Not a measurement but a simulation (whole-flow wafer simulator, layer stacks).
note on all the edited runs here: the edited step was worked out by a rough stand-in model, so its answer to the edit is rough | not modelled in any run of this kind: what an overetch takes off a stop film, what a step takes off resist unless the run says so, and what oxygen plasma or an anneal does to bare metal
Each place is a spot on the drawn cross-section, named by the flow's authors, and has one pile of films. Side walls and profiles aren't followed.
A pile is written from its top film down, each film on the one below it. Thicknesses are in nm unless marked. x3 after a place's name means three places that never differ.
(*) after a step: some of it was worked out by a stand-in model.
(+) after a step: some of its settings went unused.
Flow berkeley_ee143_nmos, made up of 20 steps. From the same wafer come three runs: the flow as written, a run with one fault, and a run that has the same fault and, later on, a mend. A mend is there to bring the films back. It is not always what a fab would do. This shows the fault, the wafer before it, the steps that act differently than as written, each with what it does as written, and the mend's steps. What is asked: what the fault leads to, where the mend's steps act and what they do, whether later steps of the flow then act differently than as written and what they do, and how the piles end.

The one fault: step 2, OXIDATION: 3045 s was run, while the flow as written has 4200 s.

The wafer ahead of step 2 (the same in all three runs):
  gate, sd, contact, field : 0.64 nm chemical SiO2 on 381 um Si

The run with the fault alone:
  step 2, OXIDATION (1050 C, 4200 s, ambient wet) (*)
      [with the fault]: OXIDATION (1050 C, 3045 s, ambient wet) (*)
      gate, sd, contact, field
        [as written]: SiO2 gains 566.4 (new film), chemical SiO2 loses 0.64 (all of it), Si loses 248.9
        [with the fault]: SiO2 gains 466.7 (new film), chemical SiO2 loses 0.64 (all of it), Si loses 205.1
  Steps later in the flow that act otherwise than as written:
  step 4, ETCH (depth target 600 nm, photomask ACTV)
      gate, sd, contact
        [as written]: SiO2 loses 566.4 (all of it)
        [with the fault]: SiO2 loses 466.7 (all of it)
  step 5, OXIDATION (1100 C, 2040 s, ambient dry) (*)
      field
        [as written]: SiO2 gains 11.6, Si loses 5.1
        [with the fault]: SiO2 gains 13.7, Si loses 6.01
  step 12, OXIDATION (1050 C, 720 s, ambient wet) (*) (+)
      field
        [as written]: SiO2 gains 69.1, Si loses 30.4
        [with the fault]: SiO2 gains 80.3, Si loses 35.3
  At field, the piles at the end differ from the flow's by more than 2% or 0.5 nm, whichever is larger.
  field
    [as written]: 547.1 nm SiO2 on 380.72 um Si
    [with the fault]: 460.7 nm SiO2 on 380.75 um Si

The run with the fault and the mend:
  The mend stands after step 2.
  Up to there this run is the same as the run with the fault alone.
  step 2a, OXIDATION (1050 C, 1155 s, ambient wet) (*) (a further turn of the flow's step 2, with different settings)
      gate, sd, contact, field
        SiO2 gains 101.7, Si loses 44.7
  Every later step of the flow that is run acts as written, at every place that is followed, to within 2% or 0.5 nm, whichever is larger.
  When the end is reached, the piles differ only a little from the flow's at the places that both follow, at most by 2% or 0.5 nm, whichever is larger.
